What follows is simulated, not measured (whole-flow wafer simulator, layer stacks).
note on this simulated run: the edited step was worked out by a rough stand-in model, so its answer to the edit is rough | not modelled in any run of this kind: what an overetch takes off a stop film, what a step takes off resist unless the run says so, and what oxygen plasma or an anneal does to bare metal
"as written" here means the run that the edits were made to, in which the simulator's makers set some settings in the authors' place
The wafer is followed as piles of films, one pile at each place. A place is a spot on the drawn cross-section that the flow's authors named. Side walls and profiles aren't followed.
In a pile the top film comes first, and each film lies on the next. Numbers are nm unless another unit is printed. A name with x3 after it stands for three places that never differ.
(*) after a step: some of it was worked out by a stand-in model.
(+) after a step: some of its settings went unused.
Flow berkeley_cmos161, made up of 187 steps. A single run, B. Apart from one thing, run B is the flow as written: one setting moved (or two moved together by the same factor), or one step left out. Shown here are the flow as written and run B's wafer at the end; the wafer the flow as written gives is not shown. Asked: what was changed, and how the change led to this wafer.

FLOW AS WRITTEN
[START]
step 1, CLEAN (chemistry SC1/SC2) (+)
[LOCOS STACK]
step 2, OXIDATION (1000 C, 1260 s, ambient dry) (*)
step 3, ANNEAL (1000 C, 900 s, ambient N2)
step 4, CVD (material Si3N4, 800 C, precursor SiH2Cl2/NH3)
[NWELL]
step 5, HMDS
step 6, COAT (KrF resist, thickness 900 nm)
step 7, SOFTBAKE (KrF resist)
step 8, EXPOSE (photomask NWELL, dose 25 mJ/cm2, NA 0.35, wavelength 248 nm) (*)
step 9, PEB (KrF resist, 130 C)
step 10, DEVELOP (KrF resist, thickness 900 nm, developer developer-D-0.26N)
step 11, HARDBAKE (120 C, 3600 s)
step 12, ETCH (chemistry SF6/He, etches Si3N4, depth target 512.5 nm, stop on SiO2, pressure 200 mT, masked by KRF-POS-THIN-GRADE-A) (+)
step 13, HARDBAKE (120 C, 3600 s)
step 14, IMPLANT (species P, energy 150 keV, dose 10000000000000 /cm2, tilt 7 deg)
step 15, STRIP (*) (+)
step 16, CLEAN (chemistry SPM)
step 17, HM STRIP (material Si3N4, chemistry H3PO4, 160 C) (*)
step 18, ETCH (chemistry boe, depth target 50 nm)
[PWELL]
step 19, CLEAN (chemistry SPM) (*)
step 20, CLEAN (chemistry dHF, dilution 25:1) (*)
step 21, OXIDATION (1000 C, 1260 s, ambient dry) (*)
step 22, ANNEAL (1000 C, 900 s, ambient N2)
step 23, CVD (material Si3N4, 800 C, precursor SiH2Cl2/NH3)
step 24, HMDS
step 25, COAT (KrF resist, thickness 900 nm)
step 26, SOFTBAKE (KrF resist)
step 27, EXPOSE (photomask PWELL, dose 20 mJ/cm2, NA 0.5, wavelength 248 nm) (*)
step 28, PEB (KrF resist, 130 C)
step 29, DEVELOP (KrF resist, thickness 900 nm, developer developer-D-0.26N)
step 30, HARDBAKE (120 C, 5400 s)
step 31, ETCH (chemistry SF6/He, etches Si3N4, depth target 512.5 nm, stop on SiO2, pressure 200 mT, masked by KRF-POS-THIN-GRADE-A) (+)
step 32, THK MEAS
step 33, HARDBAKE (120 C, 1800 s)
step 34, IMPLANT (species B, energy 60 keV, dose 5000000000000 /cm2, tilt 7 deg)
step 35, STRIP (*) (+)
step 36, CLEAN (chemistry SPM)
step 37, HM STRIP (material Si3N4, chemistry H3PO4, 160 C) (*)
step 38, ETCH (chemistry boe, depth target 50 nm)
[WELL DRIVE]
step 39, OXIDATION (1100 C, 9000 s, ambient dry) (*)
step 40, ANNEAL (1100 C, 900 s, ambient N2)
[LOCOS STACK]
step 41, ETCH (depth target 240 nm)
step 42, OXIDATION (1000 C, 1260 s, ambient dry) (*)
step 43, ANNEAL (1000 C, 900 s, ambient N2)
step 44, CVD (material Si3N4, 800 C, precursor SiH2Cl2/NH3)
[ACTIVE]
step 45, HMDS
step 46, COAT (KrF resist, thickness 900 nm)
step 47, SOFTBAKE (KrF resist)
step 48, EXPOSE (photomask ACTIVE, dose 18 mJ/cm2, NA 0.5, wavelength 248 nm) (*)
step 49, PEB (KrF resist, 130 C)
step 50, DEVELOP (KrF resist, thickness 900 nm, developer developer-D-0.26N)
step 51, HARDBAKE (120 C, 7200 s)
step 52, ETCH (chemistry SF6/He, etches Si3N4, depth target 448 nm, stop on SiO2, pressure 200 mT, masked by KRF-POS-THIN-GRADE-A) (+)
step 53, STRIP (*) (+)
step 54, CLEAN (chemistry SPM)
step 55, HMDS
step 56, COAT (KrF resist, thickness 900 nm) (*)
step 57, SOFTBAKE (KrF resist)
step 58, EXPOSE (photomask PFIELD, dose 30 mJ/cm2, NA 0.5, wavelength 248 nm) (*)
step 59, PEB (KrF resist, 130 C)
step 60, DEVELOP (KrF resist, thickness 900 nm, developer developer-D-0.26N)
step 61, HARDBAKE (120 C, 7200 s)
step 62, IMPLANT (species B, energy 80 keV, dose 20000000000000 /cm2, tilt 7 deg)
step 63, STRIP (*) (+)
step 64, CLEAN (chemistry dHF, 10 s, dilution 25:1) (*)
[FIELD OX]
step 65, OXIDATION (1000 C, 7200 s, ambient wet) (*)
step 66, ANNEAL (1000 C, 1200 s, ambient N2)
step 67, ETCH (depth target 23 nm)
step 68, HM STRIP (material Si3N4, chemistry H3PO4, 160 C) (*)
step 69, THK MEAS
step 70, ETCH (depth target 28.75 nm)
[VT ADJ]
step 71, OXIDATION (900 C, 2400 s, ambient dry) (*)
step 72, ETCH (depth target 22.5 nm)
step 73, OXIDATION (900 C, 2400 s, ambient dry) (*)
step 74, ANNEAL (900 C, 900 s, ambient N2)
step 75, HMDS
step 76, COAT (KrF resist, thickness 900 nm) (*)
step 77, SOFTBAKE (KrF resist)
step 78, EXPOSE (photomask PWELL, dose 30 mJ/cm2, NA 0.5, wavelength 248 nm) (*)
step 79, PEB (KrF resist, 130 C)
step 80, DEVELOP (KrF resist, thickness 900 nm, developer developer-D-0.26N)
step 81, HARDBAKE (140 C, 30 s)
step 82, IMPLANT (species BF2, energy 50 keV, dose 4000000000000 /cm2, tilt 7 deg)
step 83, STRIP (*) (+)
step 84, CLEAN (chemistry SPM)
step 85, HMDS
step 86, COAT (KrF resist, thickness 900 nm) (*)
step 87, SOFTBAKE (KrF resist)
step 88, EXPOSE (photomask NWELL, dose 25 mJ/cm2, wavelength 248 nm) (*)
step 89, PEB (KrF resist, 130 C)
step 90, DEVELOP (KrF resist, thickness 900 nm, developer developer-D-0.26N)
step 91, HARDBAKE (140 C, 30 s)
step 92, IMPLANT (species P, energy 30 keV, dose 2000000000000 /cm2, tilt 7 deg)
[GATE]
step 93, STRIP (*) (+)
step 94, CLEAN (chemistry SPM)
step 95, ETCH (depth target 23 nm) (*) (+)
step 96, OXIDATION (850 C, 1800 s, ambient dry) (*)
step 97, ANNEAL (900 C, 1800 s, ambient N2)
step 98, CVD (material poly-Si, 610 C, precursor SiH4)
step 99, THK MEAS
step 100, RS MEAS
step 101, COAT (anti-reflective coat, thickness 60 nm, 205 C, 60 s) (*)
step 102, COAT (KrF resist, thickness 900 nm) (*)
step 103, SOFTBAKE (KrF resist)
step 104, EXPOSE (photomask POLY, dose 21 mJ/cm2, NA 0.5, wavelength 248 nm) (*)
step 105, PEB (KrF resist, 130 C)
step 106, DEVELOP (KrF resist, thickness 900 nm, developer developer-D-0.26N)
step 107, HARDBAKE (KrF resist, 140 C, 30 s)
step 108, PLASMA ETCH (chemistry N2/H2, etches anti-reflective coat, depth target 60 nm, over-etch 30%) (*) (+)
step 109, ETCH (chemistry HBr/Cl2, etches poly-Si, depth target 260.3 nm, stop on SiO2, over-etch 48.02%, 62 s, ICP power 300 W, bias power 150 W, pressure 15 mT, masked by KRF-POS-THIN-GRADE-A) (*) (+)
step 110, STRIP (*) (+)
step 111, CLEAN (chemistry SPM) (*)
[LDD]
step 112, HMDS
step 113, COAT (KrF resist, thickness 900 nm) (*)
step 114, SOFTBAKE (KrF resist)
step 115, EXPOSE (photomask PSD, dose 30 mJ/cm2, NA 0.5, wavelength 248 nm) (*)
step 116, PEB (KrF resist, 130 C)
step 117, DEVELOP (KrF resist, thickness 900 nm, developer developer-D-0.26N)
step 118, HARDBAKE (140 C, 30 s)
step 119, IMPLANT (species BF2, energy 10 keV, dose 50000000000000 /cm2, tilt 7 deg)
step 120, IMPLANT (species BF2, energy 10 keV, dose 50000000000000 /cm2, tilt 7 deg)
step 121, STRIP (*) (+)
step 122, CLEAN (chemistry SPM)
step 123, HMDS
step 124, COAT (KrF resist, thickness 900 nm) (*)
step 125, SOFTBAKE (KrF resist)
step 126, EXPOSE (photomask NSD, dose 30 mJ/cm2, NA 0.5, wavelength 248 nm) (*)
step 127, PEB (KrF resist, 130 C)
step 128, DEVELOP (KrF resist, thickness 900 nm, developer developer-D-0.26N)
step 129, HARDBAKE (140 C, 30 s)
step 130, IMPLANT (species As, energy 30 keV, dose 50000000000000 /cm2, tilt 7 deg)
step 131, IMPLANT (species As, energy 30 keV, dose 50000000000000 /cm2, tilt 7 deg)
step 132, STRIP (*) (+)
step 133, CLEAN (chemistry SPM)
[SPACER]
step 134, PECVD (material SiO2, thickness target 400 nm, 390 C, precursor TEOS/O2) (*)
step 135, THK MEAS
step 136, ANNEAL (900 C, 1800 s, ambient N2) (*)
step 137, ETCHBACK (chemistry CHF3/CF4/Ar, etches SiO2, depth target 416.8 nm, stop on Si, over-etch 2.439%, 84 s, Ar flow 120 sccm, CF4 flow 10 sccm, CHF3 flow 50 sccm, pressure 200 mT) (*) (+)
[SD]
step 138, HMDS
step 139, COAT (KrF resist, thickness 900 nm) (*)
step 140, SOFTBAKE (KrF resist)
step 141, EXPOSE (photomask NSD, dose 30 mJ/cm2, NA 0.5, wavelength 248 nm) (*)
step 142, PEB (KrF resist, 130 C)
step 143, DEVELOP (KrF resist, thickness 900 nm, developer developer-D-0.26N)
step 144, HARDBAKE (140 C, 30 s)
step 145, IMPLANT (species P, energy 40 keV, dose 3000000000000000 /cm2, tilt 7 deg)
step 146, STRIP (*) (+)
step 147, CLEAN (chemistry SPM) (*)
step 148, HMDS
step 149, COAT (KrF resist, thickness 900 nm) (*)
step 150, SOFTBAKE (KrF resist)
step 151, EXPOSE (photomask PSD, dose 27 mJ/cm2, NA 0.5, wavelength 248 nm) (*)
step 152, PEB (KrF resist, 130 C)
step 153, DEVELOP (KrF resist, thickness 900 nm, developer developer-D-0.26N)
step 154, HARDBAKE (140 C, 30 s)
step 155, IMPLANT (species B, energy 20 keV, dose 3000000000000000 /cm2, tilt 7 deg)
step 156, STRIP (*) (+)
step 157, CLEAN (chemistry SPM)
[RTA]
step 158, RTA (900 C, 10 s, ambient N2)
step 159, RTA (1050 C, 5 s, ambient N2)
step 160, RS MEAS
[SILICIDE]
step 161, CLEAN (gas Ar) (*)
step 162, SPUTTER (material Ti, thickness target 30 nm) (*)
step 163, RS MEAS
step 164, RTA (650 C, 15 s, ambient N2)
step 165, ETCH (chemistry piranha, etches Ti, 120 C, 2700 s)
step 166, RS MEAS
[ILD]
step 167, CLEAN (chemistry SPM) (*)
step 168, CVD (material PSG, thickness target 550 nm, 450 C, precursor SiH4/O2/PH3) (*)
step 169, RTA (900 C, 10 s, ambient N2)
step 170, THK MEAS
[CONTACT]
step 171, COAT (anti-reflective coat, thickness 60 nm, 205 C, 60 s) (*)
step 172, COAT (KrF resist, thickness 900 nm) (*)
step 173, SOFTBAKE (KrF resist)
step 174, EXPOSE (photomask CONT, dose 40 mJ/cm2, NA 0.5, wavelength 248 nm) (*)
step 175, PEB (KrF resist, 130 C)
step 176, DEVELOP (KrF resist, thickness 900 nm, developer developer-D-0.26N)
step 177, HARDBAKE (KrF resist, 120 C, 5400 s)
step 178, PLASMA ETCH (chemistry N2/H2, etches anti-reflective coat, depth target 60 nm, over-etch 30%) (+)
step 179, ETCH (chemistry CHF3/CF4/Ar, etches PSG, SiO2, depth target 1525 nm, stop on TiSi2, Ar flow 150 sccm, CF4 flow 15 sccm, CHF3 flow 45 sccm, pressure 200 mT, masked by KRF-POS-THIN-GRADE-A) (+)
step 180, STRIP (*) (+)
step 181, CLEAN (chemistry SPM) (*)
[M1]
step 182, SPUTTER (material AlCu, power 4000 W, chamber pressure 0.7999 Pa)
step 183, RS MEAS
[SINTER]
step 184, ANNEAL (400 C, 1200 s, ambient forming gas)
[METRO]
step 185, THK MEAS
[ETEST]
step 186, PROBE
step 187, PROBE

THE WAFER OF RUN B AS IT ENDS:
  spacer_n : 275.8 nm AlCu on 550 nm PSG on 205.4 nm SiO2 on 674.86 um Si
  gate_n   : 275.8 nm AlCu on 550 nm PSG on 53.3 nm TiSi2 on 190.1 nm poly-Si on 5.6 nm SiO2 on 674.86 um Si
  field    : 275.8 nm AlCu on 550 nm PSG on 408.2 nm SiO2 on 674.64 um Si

What caused this: step 96, OXIDATION: 1080 s was run, though the flow has 1800 s.

The path from the change to this, step by step:
  step 96, OXIDATION (850 C, 1800 s, ambient dry) (*)
      sd_n, spacer_n, gate_n, sd_p, spacer_p, gate_p, contact, m1: SiO2 gains 5.6 (new film), Si loses 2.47 (it would be, as written: SiO2 gains 7.48 (new film), Si loses 3.29)
